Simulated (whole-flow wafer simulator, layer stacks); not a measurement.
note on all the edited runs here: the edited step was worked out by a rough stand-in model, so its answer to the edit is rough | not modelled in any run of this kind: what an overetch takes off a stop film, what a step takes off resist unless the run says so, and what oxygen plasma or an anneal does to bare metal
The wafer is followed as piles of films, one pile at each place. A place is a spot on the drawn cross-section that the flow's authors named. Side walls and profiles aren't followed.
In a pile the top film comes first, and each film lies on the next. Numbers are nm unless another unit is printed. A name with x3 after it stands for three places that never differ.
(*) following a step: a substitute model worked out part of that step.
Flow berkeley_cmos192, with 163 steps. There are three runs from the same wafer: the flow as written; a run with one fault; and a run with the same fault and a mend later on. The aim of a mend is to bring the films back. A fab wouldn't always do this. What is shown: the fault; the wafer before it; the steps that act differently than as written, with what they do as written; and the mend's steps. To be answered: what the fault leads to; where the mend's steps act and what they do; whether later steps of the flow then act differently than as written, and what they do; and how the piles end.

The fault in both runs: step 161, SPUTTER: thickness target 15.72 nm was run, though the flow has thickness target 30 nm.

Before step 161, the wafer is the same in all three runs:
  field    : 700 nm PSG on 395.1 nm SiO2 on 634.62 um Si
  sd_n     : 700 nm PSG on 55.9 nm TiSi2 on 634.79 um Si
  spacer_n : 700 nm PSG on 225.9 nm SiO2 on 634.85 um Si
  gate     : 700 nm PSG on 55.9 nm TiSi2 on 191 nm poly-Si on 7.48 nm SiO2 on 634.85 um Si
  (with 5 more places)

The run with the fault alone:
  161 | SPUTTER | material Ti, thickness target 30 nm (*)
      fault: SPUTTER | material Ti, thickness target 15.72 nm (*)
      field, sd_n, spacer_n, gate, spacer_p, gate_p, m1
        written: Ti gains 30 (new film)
        fault: Ti gains 15.7 (new film)
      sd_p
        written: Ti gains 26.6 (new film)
        fault: Ti gains 13.9 (new film)
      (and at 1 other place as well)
  Every later step of the flow that is run acts as written, at every place that is followed, to within 2% or 0.5 nm, whichever is larger.
  By the end, the piles at field, sd_n, spacer_n and 6 more depart from the flow's by more than 2% or 0.5 nm, whichever is larger.
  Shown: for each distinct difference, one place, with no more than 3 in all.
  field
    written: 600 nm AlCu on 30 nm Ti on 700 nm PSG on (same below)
    fault: 600 nm AlCu on 15.7 nm Ti on 700 nm PSG on (same below)
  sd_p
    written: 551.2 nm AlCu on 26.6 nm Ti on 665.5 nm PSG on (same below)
    fault: 551.9 nm AlCu on 13.9 nm Ti on 665.5 nm PSG on (same below)
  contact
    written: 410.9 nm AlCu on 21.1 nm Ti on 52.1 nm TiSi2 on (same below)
    fault: 413.2 nm AlCu on 11 nm Ti on 52.1 nm TiSi2 on (same below)

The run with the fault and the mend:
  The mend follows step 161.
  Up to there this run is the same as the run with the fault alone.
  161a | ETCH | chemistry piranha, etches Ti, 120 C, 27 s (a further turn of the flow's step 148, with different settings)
      field, sd_n, spacer_n, gate, spacer_p, gate_p, m1
        Ti loses 15.7 (all of it)
      sd_p
        Ti loses 13.9 (all of it)
      contact
        Ti loses 11 (all of it), TiSi2 loses 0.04
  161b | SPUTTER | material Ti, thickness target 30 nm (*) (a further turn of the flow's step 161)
      field, sd_n, spacer_n, gate, spacer_p, gate_p, m1
        Ti gains 30 (new film)
      sd_p
        Ti gains 26.6 (new film)
      contact
        Ti gains 21.1 (new film)
  Every later step of the flow that is run acts as written at every place that is followed.
  At the end the piles are close to the flow's at the places that both follow, differing by at most 2% or 0.5 nm, whichever is larger.
